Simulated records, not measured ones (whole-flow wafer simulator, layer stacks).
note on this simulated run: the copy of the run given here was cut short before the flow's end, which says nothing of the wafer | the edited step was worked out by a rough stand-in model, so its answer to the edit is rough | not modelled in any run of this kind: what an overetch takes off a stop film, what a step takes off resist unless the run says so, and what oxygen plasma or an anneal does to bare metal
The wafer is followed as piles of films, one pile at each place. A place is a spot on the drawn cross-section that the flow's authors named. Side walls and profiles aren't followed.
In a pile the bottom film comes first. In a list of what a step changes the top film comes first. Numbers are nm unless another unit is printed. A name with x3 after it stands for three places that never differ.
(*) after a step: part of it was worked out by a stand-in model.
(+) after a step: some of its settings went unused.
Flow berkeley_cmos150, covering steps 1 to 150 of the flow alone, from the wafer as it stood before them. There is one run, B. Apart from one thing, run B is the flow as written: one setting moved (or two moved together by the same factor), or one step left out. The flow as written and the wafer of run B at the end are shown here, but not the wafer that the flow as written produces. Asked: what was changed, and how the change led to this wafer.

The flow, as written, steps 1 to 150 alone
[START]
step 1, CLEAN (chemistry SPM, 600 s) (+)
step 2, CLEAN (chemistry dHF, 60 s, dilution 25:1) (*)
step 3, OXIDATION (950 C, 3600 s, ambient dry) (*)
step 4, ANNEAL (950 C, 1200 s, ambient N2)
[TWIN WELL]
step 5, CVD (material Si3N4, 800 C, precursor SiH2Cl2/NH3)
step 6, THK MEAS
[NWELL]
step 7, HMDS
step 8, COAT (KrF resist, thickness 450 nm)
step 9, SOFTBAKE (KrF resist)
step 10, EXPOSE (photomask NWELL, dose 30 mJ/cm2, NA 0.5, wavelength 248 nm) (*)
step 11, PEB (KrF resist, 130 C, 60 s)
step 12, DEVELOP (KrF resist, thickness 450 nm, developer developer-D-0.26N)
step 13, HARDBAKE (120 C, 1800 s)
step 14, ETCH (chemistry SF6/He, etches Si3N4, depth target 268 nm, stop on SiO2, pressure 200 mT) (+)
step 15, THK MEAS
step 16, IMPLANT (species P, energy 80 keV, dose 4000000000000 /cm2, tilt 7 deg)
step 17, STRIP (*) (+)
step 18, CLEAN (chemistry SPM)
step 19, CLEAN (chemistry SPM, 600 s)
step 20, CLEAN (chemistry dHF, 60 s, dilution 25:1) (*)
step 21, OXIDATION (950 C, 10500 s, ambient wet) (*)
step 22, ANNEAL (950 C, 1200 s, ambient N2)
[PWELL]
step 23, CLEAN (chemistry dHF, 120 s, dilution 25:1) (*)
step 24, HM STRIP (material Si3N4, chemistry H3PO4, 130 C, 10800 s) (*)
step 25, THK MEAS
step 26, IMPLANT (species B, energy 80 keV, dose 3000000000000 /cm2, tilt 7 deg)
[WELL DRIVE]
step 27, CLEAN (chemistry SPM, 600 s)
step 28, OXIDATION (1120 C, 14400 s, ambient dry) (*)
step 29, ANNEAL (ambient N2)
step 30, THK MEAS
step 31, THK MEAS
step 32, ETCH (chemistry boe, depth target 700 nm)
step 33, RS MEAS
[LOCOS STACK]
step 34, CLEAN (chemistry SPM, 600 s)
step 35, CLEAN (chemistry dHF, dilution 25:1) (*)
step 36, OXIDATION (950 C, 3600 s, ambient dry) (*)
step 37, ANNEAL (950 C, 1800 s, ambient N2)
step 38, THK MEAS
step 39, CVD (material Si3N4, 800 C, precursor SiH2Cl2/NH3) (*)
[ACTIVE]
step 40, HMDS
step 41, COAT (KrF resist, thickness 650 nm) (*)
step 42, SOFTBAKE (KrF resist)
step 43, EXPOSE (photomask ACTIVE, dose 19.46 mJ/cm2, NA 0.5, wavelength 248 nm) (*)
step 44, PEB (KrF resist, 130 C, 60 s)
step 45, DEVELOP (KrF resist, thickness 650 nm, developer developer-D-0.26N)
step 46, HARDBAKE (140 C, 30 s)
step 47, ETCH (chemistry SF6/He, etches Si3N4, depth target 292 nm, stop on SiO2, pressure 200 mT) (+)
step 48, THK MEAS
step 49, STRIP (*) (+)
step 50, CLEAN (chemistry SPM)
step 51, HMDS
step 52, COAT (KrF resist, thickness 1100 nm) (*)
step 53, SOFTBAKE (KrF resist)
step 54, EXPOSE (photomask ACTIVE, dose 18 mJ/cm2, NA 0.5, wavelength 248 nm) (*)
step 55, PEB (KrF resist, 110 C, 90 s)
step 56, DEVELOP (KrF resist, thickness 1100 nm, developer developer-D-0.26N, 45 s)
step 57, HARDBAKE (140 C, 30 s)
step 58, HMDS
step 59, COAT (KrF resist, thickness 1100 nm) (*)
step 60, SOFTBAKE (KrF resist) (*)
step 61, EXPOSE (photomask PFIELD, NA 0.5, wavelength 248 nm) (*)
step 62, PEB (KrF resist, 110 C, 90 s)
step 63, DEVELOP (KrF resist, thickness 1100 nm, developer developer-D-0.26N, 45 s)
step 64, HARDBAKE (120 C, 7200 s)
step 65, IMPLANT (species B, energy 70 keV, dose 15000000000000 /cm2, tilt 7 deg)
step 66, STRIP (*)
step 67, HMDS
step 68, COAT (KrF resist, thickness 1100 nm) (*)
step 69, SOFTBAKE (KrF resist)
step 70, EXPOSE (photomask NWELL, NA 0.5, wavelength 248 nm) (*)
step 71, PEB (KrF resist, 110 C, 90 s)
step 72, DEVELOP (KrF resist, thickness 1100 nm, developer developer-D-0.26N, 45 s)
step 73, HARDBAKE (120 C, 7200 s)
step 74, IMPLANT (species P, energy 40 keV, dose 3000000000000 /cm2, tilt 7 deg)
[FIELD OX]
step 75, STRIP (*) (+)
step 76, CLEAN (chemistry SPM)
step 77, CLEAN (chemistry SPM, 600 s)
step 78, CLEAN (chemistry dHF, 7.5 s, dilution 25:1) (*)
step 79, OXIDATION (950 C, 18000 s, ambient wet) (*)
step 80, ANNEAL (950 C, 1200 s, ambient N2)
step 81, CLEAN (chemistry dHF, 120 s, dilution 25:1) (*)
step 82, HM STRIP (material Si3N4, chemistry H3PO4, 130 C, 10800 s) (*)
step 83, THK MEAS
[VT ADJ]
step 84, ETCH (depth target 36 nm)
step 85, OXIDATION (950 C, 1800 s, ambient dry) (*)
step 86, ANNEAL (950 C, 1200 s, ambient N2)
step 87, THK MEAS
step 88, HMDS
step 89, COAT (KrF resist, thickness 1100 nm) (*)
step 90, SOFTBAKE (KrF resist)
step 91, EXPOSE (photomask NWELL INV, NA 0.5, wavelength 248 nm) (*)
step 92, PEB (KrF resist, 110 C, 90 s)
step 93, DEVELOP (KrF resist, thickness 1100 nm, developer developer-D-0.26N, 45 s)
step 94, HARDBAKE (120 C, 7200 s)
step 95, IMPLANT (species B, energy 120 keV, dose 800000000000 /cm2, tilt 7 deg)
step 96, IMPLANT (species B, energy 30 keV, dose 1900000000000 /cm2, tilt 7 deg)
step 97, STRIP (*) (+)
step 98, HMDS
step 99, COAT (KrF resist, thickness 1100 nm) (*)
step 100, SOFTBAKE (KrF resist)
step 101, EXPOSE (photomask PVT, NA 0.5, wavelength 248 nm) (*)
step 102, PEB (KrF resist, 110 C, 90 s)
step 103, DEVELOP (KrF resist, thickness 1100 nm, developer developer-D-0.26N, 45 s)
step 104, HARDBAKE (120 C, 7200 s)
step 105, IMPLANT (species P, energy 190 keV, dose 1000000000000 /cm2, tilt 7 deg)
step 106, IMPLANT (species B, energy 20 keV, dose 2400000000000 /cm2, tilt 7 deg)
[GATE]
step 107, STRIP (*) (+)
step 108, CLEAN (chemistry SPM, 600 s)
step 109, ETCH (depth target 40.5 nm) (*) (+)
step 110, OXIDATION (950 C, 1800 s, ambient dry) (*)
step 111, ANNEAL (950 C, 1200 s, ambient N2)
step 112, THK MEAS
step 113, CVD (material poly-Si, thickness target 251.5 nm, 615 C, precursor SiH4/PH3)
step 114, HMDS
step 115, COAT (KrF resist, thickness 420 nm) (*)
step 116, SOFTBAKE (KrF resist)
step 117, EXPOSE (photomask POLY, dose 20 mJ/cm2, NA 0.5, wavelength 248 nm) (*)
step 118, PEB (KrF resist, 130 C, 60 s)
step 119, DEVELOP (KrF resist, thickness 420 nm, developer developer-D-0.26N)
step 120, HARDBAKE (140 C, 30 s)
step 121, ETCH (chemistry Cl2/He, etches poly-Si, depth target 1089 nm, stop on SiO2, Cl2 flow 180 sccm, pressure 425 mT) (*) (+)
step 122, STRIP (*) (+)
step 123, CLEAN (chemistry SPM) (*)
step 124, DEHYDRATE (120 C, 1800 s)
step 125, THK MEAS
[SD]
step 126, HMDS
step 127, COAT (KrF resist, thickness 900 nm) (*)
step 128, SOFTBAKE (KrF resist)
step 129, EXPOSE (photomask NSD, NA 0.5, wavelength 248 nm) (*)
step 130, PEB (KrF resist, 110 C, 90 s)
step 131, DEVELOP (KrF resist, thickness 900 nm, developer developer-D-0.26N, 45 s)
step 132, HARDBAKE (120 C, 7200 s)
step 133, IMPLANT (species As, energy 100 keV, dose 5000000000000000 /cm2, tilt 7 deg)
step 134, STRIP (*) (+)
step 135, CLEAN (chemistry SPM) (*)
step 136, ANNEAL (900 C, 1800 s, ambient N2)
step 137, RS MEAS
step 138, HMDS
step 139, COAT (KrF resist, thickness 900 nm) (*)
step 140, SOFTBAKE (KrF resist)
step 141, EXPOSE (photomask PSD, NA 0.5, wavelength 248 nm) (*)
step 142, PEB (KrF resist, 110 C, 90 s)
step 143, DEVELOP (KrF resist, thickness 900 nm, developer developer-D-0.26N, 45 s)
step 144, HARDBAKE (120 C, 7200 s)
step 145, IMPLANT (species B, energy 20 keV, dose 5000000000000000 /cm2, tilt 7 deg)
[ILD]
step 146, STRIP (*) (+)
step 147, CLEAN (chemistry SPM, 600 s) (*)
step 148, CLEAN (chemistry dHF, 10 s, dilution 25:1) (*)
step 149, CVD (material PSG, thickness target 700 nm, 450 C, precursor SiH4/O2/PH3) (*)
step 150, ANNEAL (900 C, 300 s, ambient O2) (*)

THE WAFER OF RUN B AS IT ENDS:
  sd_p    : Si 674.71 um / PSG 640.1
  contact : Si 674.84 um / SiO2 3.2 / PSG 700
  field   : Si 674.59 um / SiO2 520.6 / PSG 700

What caused this: step 110, OXIDATION: 860 C was run, though the flow has 950 C.

Step by step, how the change led to this:
  step 110, OXIDATION (950 C, 1800 s, ambient dry) (*)
      sd_n, gate_n, sd_p, gate_p, contact, m1: SiO2 gains 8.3 (new film), Si loses 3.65 (it would be, as written: SiO2 gains 20.4 (new film), Si loses 8.98)
      field, field_p: SiO2 gains 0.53, Si loses 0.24 (it would be, as written: SiO2 gains 2.49, Si loses 1.09)
  step 148, CLEAN (chemistry dHF, 10 s, dilution 25:1) (*)
      sd_p: SiO2 loses 5.11 (all of it) (it would be, as written: SiO2 loses 7.51)
